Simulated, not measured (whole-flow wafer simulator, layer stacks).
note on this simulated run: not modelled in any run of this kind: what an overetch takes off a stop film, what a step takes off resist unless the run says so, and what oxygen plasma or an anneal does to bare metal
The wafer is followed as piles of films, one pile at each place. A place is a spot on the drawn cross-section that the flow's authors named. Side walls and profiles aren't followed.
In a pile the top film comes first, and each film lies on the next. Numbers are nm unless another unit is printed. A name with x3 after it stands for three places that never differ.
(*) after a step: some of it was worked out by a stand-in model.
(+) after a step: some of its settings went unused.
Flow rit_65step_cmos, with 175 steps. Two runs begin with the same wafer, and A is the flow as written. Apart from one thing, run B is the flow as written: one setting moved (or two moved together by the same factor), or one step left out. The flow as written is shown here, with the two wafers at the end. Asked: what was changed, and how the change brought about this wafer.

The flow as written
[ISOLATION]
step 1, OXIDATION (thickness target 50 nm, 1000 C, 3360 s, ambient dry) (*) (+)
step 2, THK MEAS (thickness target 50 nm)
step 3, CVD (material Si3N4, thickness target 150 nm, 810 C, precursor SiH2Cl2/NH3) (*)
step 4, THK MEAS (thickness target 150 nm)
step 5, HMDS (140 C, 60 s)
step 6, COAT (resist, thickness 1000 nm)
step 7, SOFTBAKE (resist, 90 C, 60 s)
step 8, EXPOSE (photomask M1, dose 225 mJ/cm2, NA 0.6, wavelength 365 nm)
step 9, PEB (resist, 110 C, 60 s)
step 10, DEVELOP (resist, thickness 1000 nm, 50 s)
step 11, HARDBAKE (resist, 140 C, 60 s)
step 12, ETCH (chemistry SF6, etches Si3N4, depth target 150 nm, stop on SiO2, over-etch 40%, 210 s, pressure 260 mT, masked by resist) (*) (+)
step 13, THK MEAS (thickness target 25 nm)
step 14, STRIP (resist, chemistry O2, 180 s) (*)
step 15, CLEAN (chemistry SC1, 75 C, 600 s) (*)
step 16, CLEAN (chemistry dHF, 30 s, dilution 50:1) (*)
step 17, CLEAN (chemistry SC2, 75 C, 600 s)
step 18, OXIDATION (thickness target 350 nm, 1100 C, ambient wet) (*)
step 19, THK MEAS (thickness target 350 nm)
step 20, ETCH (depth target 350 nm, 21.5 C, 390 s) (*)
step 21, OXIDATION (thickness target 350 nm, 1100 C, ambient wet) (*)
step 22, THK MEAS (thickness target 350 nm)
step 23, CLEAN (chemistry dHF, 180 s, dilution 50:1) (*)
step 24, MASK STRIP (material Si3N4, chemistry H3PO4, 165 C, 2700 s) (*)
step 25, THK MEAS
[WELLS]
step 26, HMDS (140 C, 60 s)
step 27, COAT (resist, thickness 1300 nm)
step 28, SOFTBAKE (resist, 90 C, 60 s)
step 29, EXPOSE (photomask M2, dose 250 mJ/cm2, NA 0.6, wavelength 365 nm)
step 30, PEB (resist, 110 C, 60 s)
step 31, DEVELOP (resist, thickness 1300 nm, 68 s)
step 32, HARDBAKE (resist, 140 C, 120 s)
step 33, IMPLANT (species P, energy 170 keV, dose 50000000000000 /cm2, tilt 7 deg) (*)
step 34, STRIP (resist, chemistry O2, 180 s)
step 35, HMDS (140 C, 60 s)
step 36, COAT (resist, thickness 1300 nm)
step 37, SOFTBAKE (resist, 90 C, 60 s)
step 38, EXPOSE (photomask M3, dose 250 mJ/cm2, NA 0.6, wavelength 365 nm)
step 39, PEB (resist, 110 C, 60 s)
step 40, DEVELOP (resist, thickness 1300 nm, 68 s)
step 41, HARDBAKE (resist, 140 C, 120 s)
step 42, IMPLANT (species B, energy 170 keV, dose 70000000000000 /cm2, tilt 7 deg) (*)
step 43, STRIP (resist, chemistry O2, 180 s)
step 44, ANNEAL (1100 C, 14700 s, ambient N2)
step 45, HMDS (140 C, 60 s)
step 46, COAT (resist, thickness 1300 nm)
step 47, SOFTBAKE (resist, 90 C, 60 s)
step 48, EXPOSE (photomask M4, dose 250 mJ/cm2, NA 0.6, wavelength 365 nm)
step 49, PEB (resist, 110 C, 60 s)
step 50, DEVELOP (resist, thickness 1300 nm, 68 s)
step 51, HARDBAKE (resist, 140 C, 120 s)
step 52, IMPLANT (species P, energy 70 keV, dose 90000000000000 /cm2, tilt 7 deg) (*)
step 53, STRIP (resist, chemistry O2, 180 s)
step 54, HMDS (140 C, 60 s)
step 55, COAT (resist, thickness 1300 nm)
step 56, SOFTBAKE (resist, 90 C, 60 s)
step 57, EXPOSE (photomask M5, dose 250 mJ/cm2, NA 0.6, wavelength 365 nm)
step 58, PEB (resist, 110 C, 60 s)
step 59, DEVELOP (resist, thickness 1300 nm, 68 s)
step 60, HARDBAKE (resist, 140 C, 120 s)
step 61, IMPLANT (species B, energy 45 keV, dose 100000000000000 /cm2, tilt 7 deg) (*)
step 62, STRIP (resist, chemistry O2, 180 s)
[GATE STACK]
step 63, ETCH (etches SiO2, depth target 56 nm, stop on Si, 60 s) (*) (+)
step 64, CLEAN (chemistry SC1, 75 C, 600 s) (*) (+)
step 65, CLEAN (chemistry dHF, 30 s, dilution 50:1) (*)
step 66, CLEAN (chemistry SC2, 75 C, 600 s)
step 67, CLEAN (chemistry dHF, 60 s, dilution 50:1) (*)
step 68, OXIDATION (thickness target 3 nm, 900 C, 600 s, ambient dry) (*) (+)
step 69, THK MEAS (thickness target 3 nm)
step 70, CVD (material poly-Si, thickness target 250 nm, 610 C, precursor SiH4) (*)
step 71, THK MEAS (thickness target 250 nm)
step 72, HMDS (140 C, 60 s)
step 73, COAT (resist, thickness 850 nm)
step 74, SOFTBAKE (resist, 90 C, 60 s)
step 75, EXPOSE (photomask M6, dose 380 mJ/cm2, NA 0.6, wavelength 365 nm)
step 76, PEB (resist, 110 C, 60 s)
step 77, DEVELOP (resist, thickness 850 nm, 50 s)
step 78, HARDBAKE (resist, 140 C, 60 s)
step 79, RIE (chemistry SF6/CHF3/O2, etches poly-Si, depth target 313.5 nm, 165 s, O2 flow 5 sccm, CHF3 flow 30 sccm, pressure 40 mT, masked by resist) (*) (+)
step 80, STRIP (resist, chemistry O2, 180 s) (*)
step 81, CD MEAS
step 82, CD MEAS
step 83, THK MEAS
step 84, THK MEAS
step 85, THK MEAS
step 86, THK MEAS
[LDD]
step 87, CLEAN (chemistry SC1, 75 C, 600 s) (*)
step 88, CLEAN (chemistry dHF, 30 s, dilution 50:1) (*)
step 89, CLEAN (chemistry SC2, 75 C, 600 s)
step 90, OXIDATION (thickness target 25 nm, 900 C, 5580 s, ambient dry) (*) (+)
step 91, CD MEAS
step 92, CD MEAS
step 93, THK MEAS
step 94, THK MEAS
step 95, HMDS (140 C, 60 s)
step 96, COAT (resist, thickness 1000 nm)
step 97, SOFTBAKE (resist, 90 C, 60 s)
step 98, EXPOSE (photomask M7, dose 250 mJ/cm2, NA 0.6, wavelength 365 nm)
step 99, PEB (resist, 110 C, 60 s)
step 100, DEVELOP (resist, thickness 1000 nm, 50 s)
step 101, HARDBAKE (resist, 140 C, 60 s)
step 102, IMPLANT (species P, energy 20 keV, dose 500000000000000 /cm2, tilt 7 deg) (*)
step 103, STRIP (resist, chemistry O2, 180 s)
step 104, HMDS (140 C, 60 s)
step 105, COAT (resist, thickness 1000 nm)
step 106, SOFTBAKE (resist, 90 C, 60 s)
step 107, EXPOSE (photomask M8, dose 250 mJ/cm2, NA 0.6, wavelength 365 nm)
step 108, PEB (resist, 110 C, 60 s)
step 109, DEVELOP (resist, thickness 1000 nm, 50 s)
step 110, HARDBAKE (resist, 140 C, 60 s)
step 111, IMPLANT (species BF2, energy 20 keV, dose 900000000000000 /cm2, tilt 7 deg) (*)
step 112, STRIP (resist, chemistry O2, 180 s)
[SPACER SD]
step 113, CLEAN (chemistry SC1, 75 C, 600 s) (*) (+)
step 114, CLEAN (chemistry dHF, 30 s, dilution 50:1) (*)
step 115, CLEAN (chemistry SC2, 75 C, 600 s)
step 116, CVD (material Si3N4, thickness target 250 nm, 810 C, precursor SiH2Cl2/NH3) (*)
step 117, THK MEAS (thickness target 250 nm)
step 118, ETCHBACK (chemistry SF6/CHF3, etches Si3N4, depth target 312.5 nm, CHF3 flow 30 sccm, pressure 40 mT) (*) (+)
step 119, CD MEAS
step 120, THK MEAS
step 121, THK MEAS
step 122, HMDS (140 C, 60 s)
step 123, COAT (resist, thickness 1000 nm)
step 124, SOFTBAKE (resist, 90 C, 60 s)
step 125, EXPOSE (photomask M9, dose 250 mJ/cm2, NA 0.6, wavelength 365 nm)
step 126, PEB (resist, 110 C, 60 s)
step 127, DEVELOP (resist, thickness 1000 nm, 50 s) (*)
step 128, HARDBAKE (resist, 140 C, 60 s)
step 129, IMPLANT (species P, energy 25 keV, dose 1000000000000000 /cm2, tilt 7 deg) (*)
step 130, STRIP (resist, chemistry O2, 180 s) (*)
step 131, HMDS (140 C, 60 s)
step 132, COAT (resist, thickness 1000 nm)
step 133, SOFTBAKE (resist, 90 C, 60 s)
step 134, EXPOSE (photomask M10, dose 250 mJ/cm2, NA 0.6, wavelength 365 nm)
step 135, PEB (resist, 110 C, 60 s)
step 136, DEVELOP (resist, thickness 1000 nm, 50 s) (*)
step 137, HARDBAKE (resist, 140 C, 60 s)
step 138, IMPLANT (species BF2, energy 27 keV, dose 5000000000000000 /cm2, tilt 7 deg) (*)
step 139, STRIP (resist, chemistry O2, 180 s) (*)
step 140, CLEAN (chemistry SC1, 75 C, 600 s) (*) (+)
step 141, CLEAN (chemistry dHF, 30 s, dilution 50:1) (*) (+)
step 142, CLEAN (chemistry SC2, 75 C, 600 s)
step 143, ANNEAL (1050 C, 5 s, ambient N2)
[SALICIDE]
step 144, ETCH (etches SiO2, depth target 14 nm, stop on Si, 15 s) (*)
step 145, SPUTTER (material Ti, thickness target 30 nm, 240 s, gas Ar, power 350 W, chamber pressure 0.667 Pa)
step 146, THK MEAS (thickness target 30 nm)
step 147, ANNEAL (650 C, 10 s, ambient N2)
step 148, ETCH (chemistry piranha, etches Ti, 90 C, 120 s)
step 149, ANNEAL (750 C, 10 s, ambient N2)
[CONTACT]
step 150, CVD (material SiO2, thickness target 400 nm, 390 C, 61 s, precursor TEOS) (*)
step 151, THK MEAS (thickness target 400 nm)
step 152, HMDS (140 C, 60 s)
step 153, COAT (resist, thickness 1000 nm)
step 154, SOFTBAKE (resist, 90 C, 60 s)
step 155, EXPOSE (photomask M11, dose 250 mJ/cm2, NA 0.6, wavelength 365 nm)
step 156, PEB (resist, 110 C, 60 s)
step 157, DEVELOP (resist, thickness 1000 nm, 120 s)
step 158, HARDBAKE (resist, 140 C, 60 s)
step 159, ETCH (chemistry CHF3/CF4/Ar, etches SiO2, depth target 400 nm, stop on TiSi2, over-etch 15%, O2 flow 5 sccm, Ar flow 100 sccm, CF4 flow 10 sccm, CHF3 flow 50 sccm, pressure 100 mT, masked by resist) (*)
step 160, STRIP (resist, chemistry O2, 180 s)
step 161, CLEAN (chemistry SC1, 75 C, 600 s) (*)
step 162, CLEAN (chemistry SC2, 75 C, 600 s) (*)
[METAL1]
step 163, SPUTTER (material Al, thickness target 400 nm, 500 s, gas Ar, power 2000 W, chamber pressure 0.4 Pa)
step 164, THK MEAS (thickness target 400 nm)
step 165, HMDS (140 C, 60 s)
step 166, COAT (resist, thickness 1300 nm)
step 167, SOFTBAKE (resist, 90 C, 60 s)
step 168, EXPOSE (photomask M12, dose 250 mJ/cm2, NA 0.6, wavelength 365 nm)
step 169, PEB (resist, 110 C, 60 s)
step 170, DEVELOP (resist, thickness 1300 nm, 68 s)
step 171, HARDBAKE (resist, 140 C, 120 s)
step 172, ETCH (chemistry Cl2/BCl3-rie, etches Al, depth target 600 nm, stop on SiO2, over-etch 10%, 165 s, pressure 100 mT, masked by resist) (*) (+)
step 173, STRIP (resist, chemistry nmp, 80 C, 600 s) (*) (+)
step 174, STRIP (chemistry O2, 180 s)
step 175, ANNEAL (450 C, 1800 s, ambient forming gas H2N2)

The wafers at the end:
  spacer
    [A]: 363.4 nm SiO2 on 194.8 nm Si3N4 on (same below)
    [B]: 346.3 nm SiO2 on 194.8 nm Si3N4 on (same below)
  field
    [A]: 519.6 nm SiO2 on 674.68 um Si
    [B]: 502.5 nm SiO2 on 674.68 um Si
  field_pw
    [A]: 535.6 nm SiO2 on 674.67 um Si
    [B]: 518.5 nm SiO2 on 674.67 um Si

Cause: step 163, SPUTTER: power 1314 W was run, while the flow as written has power 2000 W.

Step by step, how the change led to this:
  step 163, SPUTTER (material Al, thickness target 400 nm, 500 s, gas Ar, power 2000 W, chamber pressure 0.4 Pa)
      field, field_p, spacer, spacer_p: A Al gains 400 (new film) | B Al gains 262.8 (new film)
      gate_n, gate_p: A Al gains 396 (new film) | B Al gains 262.8 (new film)
      (as well as at 2 more places)
  step 172, ETCH (chemistry Cl2/BCl3-rie, etches Al, depth target 600 nm, stop on SiO2, over-etch 10%, 165 s, pressure 100 mT, masked by resist) (*) (+)
      field, spacer, spacer_p: A Al loses 400 (all of it), SiO2 loses 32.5 | B Al loses 262.8 (all of it), SiO2 loses 49.6
      gate_n, gate_p: A Al loses 396 (all of it), SiO2 loses 33 | B Al loses 262.8 (all of it), SiO2 loses 49.6
      (as well as at 3 more places)
